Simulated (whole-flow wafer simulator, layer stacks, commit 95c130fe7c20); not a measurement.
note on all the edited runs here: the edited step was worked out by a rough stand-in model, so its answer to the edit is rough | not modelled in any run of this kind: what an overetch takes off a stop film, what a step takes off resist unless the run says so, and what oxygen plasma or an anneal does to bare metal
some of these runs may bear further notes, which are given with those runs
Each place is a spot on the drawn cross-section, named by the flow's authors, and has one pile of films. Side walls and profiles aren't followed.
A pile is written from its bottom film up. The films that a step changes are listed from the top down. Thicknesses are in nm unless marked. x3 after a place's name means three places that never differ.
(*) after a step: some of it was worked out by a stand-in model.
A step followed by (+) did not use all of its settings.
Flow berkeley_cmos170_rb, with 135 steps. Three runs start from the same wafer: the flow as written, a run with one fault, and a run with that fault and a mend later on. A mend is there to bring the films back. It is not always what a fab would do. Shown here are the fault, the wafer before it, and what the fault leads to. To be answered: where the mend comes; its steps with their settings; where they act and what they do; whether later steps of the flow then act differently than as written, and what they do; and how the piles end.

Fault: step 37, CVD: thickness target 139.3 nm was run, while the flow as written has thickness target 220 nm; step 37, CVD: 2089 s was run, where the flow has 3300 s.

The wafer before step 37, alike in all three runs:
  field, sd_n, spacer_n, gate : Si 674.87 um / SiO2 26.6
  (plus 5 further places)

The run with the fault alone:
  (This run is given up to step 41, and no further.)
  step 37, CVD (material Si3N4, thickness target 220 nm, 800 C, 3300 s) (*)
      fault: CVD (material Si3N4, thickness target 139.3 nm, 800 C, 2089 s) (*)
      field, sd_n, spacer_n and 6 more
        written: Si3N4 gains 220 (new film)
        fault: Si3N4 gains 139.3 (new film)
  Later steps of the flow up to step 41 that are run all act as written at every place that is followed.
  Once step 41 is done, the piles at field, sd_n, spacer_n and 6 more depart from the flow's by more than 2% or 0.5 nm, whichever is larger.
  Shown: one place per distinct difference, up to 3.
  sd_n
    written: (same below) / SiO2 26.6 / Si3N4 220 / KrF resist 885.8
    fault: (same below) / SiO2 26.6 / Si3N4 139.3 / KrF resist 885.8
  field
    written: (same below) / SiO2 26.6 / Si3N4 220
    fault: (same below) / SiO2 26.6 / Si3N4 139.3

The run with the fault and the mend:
  After step 41 comes the mend.
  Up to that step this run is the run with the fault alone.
  step 41a, STRIP (*) (+)
      sd_n, spacer_n, gate, sd_p, spacer_p, gate_p, contact, m1
        KrF resist loses 885.8 (all of it)
  step 41b, CLEAN (*)
      does not change any film at any place that is followed
  step 41c, CVD (material Si3N4, thickness target 80.74 nm, 800 C, 1211 s) (*) (the flow's step 37 again, with other settings)
      field, sd_n, spacer_n and 6 more
        Si3N4 gains 80.7
  step 41d, COAT (KrF resist, thickness 900 nm) (the flow's step 38 again)
      field, sd_n, spacer_n and 6 more
        KrF resist gains 900 (new film)
  step 41e, EXPOSE (photomask ACTIVE) (the flow's step 39 again)
      does not change any film at any place that is followed
  step 41f, PEB (130 C, 60 s) (*) (the flow's step 40 again)
      does not change any film at any place that is followed
  step 41g, DEVELOP (developer developer-D-0.26N, 45 s) (the flow's step 41 again)
      sd_n, spacer_n, gate, sd_p, spacer_p, gate_p, contact, m1
        KrF resist loses 14.2
      field
        KrF resist loses 900 (all of it)
  Later steps of the flow that are run all act as written at every place that is followed, up to a difference of at most 2% or 0.5 nm, whichever is larger.
  The piles end the same as the flow's at every place that both follow.
